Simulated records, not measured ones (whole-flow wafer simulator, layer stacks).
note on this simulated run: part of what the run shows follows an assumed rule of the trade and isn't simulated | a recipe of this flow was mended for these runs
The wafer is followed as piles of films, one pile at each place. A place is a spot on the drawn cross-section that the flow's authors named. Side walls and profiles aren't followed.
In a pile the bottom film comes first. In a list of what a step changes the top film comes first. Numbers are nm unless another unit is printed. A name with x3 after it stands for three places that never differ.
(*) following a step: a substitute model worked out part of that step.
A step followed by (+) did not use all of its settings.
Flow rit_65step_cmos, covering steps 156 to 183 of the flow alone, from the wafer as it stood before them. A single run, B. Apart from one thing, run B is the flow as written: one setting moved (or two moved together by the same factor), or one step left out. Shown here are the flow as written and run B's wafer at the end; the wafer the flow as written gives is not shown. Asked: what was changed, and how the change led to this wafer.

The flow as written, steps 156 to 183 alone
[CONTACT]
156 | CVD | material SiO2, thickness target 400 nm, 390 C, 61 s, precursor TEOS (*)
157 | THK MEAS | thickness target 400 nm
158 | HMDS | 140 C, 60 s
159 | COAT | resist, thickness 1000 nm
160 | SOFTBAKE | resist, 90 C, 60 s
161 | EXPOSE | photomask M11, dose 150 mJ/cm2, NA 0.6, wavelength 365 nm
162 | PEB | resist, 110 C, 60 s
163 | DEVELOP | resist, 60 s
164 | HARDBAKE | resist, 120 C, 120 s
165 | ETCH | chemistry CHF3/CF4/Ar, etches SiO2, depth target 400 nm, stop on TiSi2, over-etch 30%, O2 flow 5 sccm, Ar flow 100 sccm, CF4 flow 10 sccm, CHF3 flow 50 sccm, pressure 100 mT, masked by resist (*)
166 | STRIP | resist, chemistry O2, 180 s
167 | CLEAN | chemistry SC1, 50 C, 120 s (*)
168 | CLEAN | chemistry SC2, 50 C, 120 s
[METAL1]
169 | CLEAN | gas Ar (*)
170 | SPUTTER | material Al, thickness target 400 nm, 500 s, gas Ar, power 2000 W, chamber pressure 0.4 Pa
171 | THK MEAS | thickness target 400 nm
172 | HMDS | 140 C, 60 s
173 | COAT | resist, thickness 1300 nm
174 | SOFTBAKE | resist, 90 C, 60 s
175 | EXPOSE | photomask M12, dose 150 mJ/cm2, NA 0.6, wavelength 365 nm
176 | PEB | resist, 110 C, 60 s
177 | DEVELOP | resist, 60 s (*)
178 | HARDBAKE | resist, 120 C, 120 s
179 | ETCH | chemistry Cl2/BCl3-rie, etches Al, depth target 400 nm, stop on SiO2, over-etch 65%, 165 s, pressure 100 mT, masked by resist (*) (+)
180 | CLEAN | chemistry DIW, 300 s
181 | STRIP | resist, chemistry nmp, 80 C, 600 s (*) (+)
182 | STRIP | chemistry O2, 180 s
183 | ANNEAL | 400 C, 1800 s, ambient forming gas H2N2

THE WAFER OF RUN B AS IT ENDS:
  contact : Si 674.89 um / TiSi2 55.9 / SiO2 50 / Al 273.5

The reason: step 165, ETCH: depth target 265 nm was run, whereas the flow has depth target 400 nm.

Step by step, how the change led to this:
  165 | ETCH | chemistry CHF3/CF4/Ar, etches SiO2, depth target 400 nm, stop on TiSi2, over-etch 30%, O2 flow 5 sccm, Ar flow 100 sccm, CF4 flow 10 sccm, CHF3 flow 50 sccm, pressure 100 mT, masked by resist (*)
      contact: SiO2 loses 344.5 (as written it would have been: SiO2 loses 400 (all of it), TiSi2 loses 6)
      field, field_pw, field_nw and 10 more: resist loses 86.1 (as written it would have been: resist loses 130)
  166 | STRIP | resist, chemistry O2, 180 s
      active_n, active_p: resist loses 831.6 (all of it) (as written it would have been: resist loses 787.7 (all of it))
      field: resist loses 890.9 (all of it) (as written it would have been: resist loses 847 (all of it))
      (as well as at 10 more places)
  169 | CLEAN | gas Ar (*)
      contact: SiO2 loses 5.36 (as written it would have been: TiSi2 loses 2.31)
  170 | SPUTTER | material Al, thickness target 400 nm, 500 s, gas Ar, power 2000 W, chamber pressure 0.4 Pa
      contact: Al gains 273.5 (new film) (as written it would have been: Al gains 255.4 (new film))
  173 | COAT | resist, thickness 1300 nm
      contact: resist gains 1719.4 (new film) (as written it would have been: resist gains 1785.1 (new film))
  176 | PEB | resist, 110 C, 60 s
      contact: resist loses 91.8 (as written it would have been: resist loses 95.5)
  178 | HARDBAKE | resist, 120 C, 120 s
      contact: resist loses 59.6 (as written it would have been: resist loses 62.1)
  181 | STRIP | resist, chemistry nmp, 80 C, 600 s (*) (+)
      contact: resist loses 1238 (all of it) (as written it would have been: resist loses 1297.5 (all of it))
